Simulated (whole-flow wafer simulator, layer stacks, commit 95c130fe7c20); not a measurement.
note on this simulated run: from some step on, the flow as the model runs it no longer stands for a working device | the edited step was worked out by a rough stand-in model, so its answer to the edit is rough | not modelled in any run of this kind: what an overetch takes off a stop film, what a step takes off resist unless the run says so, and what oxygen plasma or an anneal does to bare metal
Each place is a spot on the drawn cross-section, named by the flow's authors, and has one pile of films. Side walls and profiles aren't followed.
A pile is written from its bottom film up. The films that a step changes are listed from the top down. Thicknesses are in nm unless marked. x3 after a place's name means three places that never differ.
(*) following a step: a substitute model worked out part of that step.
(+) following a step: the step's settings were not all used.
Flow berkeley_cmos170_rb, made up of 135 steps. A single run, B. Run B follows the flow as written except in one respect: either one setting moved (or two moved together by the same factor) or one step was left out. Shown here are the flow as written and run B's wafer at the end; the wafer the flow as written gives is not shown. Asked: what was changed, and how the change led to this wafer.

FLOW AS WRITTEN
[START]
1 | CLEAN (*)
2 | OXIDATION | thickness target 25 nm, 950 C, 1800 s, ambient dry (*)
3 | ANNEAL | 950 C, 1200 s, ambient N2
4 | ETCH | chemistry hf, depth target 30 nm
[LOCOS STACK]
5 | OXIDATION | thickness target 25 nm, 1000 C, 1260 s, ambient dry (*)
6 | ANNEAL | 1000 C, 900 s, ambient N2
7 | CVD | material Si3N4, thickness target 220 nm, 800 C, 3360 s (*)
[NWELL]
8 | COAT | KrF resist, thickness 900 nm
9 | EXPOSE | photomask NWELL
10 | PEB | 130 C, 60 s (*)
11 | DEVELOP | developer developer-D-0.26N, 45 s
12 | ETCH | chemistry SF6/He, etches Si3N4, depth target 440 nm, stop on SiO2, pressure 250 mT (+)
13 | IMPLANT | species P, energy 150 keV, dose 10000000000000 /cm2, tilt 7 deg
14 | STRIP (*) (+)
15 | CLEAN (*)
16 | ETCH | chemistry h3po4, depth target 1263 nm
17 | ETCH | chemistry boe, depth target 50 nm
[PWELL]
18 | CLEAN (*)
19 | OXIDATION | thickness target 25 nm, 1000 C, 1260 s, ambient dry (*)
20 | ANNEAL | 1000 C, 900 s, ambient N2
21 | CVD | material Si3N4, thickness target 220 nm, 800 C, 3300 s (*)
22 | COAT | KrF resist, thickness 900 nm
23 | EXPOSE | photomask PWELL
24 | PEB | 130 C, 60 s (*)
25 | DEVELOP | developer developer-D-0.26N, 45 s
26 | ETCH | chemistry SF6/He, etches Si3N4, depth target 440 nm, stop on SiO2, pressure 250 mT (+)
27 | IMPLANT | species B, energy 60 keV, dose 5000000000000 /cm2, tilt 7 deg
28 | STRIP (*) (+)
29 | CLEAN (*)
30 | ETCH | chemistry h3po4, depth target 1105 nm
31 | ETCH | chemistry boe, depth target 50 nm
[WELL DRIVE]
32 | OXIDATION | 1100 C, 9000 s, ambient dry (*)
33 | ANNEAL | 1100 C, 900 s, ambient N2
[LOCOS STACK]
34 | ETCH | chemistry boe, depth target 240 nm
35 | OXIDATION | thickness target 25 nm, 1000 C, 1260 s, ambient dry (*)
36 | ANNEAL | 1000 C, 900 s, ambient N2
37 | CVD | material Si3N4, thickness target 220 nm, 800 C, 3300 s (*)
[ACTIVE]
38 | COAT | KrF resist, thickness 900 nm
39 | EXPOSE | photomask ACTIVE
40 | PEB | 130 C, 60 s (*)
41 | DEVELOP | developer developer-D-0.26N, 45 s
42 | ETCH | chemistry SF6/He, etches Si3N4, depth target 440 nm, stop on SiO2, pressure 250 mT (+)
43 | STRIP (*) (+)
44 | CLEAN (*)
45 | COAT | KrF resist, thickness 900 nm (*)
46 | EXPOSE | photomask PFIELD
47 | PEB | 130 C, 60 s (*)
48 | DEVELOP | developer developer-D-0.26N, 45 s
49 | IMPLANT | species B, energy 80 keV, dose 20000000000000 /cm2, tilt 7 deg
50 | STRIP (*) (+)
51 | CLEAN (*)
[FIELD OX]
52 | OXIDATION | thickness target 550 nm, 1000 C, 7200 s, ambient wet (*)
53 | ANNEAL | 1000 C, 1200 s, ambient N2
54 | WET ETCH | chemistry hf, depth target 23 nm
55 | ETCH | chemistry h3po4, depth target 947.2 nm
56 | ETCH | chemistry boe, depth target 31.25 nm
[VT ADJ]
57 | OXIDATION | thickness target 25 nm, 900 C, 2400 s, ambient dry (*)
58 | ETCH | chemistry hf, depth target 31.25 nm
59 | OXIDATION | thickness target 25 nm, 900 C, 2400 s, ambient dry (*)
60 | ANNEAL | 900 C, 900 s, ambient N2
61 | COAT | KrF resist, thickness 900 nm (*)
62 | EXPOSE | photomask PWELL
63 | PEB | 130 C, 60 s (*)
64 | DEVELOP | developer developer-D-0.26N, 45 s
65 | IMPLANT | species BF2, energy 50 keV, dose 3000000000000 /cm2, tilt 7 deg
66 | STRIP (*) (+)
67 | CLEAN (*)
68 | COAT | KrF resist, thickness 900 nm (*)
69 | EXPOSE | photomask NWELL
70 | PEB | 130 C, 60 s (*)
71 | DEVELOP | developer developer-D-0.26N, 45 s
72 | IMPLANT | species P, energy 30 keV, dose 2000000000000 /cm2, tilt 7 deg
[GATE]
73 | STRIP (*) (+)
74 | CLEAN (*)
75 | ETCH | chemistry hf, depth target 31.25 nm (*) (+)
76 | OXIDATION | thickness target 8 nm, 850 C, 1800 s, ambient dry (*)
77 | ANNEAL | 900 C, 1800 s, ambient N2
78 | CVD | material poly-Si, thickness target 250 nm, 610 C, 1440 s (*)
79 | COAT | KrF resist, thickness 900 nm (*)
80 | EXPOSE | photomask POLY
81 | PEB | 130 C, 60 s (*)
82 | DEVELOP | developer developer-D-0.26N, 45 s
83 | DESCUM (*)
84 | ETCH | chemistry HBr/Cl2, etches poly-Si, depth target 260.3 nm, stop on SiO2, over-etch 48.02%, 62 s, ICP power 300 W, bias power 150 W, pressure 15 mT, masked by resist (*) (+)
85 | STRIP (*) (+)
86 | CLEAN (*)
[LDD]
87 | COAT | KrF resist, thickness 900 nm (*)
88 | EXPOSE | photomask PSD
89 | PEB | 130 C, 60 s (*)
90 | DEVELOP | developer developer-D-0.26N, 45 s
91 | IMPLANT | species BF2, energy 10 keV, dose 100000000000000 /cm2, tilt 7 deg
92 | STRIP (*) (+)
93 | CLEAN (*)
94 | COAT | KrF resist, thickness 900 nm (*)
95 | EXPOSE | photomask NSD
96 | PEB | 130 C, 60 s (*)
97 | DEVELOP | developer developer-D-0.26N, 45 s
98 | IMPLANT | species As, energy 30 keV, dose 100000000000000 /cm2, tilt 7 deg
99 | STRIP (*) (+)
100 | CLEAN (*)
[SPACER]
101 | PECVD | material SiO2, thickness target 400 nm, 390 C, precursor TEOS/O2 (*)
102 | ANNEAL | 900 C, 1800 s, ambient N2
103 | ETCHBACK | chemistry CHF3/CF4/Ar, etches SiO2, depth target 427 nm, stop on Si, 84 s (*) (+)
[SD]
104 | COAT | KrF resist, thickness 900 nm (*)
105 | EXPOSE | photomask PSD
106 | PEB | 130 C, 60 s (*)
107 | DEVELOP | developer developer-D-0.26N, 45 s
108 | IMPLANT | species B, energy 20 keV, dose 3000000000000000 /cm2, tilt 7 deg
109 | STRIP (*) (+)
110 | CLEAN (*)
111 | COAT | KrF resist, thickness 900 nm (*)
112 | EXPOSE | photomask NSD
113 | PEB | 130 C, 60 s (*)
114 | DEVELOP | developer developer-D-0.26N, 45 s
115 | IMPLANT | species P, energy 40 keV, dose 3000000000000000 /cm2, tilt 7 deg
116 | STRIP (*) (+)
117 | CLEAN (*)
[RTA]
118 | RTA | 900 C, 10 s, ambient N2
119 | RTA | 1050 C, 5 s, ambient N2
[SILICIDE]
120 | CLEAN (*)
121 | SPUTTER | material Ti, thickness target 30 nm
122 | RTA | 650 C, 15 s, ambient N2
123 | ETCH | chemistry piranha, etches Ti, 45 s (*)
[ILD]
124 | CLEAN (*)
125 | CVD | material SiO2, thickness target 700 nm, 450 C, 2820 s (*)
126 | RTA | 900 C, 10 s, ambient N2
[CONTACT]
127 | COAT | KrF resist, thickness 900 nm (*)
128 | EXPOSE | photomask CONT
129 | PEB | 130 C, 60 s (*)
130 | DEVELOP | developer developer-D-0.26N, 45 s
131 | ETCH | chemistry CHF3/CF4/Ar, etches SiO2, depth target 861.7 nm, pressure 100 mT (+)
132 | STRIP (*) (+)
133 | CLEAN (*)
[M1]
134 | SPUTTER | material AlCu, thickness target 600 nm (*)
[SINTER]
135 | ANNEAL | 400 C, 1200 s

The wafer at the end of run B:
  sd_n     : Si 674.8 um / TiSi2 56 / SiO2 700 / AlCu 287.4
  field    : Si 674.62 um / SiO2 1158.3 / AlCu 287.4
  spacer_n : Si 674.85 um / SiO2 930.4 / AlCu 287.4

Cause: step 134, SPUTTER: thickness target 287.4 nm was run, whereas the flow has thickness target 600 nm.
One can read it off the wafer: sd_n has AlCu 287.4, and step 134 as written asks for 600 nm.

Step by step, how the change led to this:
  134 | SPUTTER | material AlCu, thickness target 600 nm (*)
      field, sd_n, spacer_n, gate, spacer_p, gate_p, m1: +287.4 AlCu (new film) (it would be, as written: +600 AlCu (new film))
      sd_p: +256 AlCu (new film) (it would be, as written: +545.9 AlCu (new film))
      (also at 1 further place)
